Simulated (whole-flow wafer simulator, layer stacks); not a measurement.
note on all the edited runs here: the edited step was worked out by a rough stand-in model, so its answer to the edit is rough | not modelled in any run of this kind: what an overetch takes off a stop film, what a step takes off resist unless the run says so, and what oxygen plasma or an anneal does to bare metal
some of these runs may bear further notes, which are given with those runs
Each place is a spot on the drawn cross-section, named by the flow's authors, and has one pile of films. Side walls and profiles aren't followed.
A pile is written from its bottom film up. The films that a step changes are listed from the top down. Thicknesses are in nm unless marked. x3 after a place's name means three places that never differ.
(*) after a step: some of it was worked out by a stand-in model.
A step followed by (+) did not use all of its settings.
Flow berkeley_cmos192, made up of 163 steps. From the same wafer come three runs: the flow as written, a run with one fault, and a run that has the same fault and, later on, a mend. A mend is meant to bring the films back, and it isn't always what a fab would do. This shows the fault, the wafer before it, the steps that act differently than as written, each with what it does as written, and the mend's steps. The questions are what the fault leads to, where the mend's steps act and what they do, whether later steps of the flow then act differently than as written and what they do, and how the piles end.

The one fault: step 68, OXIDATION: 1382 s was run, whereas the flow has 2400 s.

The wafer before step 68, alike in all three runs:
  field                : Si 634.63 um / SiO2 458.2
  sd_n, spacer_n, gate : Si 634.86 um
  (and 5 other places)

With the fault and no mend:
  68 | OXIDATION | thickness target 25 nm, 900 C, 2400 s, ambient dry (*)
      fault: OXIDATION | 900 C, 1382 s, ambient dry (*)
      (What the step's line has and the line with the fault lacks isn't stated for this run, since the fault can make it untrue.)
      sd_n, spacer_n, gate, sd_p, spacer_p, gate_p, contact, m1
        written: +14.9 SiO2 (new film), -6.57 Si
        fault: +10.6 SiO2 (new film), -4.64 Si
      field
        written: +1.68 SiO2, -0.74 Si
        fault: +0.97 SiO2, -0.43 Si
  Steps further on in the flow that do not act as written (not shown: 37 more steps that differ only slightly, by at most 2% or 0.5 nm, whichever is larger):
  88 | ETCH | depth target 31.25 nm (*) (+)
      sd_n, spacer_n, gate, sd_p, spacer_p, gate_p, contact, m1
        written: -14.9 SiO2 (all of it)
        fault: -10.6 SiO2 (all of it)
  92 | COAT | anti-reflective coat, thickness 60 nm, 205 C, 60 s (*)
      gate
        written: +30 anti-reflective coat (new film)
        fault: +30.7 anti-reflective coat (new film)
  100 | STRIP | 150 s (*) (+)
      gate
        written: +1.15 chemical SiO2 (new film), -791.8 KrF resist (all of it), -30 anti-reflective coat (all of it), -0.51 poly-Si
        fault: +1.15 chemical SiO2 (new film), -789.9 KrF resist (all of it), -30.7 anti-reflective coat (all of it), -0.51 poly-Si
  At the end the piles are close to the flow's at the places that both follow, differing by at most 2% or 0.5 nm, whichever is larger.

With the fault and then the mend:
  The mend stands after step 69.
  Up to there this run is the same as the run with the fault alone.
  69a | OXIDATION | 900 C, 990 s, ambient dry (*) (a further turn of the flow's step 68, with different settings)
      sd_n, spacer_n, gate, sd_p, spacer_p, gate_p, contact, m1
        +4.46 SiO2, -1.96 Si
      field
        +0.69 SiO2, -0.3 Si
  None of the later steps of the flow differs from how it acts as written, at any place that is followed, by more than 2% or 0.5 nm, whichever is larger.
  By the end, the piles equal the flow's at every place that both follow.
